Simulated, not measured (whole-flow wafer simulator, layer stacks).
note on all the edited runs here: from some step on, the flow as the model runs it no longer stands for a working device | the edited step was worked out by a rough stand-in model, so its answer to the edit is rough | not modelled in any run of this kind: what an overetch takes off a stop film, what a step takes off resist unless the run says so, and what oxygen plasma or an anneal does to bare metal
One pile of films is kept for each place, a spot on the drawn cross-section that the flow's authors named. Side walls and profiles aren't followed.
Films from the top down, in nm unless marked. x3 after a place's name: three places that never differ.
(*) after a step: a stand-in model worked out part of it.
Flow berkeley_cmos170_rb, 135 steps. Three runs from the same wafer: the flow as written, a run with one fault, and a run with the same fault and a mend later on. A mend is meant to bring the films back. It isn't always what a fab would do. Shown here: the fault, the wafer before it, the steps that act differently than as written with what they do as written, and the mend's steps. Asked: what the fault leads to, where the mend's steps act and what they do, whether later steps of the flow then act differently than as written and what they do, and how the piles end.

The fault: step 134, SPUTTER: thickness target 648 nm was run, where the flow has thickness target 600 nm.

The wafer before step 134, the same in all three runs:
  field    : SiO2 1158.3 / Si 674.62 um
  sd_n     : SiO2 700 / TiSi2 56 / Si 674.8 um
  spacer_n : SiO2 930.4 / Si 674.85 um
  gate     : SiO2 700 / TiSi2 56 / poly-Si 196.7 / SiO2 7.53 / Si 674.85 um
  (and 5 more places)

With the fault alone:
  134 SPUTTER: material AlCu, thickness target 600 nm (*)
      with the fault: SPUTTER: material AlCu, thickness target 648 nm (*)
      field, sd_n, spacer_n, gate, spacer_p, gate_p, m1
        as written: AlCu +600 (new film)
        with the fault: AlCu +648 (new film)
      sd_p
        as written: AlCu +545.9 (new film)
        with the fault: AlCu +591.9 (new film)
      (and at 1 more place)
  No later step of the flow acts differently than as written at any place that is followed.
  At the end the piles differ from the flow's by more than 2% or 0.5 nm, whichever is larger, at field, sd_n, spacer_n and 6 more.
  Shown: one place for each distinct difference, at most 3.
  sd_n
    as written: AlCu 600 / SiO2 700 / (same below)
    with the fault: AlCu 648 / SiO2 700 / (same below)
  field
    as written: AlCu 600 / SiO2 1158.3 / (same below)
    with the fault: AlCu 648 / SiO2 1158.3 / (same below)
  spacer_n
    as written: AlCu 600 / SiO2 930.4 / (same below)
    with the fault: AlCu 648 / SiO2 930.4 / (same below)

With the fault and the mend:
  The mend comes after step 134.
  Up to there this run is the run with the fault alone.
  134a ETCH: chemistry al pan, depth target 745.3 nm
      field, sd_n, spacer_n, gate, spacer_p, gate_p, m1
        AlCu -648 (all of it)
      sd_p
        AlCu -591.9 (all of it)
      contact
        AlCu -446.6 (all of it)
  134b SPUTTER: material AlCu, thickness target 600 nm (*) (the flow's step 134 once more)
      field, sd_n, spacer_n, gate, spacer_p, gate_p, m1
        AlCu +600 (new film)
      sd_p
        AlCu +545.9 (new film)
      contact
        AlCu +415.1 (new film)
  No later step of the flow acts differently than as written at any place that is followed.
  At the end the piles are the same as the flow's at every place that both follow.
